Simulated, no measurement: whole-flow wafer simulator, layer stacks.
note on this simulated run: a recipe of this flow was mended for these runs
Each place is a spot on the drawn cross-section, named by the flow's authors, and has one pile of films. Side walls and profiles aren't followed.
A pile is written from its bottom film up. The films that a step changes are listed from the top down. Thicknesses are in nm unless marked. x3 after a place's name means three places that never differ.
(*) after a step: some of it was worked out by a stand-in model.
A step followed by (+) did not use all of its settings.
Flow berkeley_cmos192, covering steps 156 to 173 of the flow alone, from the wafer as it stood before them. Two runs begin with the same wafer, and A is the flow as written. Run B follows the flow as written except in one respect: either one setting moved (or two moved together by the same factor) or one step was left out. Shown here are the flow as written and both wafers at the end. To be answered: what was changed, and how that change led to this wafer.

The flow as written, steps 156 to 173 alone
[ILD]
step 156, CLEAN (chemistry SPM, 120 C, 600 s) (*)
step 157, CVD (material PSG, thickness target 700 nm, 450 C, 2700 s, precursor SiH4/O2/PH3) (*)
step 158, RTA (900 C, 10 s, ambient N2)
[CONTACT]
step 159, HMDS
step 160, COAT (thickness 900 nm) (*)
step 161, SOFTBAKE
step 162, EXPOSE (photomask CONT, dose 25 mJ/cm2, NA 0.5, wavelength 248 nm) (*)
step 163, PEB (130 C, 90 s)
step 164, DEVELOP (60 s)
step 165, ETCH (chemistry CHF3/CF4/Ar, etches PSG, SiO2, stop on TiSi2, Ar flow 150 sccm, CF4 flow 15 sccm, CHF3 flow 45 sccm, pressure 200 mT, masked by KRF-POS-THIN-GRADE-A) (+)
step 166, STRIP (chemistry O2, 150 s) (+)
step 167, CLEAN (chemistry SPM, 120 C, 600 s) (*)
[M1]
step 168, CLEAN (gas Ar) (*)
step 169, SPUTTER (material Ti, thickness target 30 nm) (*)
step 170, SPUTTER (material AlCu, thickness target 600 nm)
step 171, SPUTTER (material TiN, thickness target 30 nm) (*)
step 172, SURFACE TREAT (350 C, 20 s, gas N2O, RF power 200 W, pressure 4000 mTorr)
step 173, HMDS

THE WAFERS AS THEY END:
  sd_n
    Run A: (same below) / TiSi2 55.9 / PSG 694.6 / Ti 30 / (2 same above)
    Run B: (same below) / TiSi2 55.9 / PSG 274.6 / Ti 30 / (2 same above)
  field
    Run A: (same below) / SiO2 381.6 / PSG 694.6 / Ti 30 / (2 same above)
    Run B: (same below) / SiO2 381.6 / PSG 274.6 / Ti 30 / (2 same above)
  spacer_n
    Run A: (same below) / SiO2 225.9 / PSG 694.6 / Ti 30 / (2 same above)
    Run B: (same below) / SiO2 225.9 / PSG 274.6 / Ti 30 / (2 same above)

Cause: step 157, CVD: thickness target 280 nm was run, whereas the flow has thickness target 700 nm; step 157, CVD: 1080 s was run, where the flow has 2700 s.

How this came from the change, step by step:
  step 157, CVD (material PSG, thickness target 700 nm, 450 C, 2700 s, precursor SiH4/O2/PH3) (*)
      field, sd_n, spacer_n, gate, spacer_p, gate_p, contact, m1: A PSG gains 700 (new film) | B PSG gains 280 (new film)
      sd_p: A PSG gains 668 (new film) | B PSG gains 269.6 (new film)
  step 160, COAT (thickness 900 nm) (*)
      sd_p: A KrF-resist gains 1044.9 (new film) | B KrF-resist gains 1019 (new film)
  step 165, ETCH (chemistry CHF3/CF4/Ar, etches PSG, SiO2, stop on TiSi2, Ar flow 150 sccm, CF4 flow 15 sccm, CHF3 flow 45 sccm, pressure 200 mT, masked by KRF-POS-THIN-GRADE-A) (+)
      field, sd_n, spacer_n, gate, sd_p, spacer_p, gate_p, m1: A KrF-resist loses 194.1 | B KrF-resist loses 89.1
      contact: A PSG loses 700 (all of it), TiSi2 loses 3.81 | B PSG loses 280 (all of it), TiSi2 loses 3.81
  step 166, STRIP (chemistry O2, 150 s) (+)
      field: A KrF-resist loses 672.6 (all of it) | B KrF-resist loses 770.6 (all of it)
      sd_n: A KrF-resist loses 784.4 (all of it) | B KrF-resist loses 886.1 (all of it)
      (as well as at 6 more places)
  step 169, SPUTTER (material Ti, thickness target 30 nm) (*)
      contact: A Ti gains 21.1 (new film) | B Ti gains 26.3 (new film)
  step 170, SPUTTER (material AlCu, thickness target 600 nm)
      contact: A AlCu gains 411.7 (new film) | B AlCu gains 535.4 (new film)
  step 171, SPUTTER (material TiN, thickness target 30 nm) (*)
      sd_p: A TiN gains 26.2 (new film) | B TiN gains 26.8 (new film)
      contact: A TiN gains 16 (new film) | B TiN gains 25.5 (new film)
